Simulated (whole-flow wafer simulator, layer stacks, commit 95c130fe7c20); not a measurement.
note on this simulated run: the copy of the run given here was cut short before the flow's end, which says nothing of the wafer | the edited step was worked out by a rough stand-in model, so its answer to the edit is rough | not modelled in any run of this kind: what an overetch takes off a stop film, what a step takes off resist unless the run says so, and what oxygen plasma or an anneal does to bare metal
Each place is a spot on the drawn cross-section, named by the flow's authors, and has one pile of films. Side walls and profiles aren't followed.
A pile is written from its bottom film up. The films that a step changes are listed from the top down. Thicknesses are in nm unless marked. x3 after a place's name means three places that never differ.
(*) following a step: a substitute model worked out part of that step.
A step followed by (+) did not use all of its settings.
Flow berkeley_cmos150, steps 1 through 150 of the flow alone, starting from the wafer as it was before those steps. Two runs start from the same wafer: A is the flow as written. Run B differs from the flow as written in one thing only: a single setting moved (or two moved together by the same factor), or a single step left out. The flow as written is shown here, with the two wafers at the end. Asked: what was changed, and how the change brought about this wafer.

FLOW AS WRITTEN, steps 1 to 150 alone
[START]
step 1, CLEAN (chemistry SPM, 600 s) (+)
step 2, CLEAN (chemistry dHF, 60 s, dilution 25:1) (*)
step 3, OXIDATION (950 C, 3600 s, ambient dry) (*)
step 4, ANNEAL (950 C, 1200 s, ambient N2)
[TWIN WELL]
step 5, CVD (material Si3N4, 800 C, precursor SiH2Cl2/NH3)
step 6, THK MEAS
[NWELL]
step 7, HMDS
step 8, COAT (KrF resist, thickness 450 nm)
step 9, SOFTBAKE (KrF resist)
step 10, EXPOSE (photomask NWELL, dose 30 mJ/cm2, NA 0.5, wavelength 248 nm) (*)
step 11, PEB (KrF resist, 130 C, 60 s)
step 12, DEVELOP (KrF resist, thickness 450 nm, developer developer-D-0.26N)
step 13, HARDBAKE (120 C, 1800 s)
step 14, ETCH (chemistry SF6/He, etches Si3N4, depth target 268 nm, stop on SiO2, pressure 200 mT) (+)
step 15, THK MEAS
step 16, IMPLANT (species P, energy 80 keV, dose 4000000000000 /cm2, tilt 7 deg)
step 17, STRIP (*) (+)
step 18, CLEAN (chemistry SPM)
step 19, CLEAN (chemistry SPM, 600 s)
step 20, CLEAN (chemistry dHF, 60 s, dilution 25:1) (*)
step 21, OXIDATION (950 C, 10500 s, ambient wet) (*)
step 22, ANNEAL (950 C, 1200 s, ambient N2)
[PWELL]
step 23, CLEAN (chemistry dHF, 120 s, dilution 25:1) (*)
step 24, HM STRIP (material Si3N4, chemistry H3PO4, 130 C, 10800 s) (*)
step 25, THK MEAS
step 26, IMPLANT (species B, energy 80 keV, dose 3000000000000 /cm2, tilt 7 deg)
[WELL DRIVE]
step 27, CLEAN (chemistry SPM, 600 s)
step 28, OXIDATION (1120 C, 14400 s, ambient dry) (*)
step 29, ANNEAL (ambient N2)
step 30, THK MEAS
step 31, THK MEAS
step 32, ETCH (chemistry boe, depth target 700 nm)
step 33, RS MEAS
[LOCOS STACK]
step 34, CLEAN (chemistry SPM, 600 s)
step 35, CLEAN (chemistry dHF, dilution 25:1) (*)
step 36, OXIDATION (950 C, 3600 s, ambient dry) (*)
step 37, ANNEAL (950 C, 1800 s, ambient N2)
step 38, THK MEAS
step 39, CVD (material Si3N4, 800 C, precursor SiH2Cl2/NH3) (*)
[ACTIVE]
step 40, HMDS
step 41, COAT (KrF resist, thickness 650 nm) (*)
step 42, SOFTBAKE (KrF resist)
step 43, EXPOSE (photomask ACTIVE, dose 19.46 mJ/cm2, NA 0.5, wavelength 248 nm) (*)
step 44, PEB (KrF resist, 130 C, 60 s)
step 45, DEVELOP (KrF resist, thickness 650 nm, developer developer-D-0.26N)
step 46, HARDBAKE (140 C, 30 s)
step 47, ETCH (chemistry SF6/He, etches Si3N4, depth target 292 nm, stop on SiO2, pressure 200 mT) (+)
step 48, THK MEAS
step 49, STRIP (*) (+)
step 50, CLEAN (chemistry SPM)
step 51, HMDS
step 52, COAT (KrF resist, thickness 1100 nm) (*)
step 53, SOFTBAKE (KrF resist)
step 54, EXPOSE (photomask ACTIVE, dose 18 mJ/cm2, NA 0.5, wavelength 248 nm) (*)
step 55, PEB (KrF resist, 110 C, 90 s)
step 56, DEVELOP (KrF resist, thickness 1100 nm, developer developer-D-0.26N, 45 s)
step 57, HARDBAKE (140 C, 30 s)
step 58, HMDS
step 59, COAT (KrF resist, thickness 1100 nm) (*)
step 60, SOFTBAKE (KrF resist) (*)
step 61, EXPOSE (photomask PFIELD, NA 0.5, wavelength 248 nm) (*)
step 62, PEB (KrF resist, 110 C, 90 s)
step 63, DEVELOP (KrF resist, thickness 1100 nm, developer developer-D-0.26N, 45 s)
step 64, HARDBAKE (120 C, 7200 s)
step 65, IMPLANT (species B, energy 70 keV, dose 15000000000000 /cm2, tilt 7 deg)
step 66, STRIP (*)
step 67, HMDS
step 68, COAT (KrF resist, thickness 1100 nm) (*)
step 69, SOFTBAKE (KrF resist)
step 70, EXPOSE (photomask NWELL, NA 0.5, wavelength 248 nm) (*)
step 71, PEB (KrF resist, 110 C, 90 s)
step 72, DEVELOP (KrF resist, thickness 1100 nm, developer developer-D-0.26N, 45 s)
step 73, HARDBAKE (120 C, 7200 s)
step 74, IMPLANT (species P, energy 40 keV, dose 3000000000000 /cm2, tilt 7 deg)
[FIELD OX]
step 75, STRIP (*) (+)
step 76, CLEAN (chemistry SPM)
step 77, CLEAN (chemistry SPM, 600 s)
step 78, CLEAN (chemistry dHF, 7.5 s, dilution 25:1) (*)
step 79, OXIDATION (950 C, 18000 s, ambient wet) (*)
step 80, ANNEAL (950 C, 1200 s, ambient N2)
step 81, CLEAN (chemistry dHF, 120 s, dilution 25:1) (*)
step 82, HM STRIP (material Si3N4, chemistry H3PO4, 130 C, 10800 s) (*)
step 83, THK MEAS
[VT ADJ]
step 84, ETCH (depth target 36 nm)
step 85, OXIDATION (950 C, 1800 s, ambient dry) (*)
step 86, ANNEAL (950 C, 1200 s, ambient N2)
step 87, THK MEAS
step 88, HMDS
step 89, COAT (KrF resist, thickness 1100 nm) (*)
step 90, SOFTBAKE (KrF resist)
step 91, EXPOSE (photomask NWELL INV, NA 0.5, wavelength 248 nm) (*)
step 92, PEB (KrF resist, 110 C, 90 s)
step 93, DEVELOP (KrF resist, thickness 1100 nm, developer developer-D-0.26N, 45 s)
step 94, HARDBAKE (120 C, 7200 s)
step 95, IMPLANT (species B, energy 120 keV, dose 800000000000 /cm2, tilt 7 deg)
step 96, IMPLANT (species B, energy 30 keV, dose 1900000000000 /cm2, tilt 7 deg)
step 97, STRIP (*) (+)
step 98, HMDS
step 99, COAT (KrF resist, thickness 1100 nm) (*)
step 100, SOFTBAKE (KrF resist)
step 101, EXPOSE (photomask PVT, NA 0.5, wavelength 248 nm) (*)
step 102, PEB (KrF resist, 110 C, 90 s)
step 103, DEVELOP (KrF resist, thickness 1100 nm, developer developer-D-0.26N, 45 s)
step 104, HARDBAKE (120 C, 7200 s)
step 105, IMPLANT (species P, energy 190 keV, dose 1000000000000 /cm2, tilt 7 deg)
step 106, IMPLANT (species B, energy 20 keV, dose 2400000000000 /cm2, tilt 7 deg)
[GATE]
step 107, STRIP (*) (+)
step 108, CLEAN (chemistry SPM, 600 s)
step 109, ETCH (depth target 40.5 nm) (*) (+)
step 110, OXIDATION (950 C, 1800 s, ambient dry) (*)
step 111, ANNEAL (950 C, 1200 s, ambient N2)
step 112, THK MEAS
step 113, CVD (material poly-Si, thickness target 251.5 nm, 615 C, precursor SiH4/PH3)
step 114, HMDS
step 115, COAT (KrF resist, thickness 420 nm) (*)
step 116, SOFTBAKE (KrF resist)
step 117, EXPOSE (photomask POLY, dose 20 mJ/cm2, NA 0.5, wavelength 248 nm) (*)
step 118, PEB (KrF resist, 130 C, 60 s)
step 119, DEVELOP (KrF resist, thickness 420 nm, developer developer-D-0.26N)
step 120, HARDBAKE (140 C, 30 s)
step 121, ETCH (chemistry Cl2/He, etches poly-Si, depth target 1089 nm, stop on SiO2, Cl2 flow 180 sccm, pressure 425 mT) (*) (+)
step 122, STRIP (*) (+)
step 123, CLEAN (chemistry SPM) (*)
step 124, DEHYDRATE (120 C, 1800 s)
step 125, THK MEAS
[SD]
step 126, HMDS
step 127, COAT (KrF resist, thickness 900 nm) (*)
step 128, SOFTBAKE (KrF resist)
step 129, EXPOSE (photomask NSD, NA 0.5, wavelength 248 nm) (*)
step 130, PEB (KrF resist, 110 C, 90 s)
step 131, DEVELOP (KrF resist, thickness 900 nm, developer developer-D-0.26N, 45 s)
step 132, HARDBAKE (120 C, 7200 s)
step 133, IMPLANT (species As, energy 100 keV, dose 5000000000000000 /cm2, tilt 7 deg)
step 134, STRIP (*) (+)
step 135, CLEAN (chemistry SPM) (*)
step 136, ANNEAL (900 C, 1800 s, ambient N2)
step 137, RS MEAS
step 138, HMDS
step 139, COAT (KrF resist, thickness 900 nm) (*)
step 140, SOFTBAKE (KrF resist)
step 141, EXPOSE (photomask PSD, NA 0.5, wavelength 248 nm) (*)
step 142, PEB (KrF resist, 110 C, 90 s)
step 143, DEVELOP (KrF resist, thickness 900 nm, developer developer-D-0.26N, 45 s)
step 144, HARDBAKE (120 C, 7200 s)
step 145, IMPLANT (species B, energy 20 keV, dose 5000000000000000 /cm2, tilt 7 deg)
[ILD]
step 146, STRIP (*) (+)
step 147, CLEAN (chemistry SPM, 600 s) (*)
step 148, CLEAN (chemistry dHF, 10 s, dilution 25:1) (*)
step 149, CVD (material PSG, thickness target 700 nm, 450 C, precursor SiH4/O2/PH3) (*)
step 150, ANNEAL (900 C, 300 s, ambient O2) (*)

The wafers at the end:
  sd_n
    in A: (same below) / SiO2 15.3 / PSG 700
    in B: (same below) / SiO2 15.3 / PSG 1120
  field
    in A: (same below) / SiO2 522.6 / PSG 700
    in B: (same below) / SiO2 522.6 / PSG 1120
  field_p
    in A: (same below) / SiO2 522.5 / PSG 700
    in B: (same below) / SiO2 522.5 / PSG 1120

What caused this: step 149, CVD: thickness target 1120 nm was run, while the flow as written has thickness target 700 nm.
The wafer lets one read it off: sd_n has PSG 1120, and step 149 as written asks for 700 nm.

The path from the change to this, step by step:
  step 149, CVD (material PSG, thickness target 700 nm, 450 C, precursor SiH4/O2/PH3) (*)
      field, field_p, sd_n, gate_n, gate_p, contact, m1: A +700 PSG (new film) | B +1120 PSG (new film)
      sd_p: A +639.5 PSG (new film) | B +1090.3 PSG (new film)
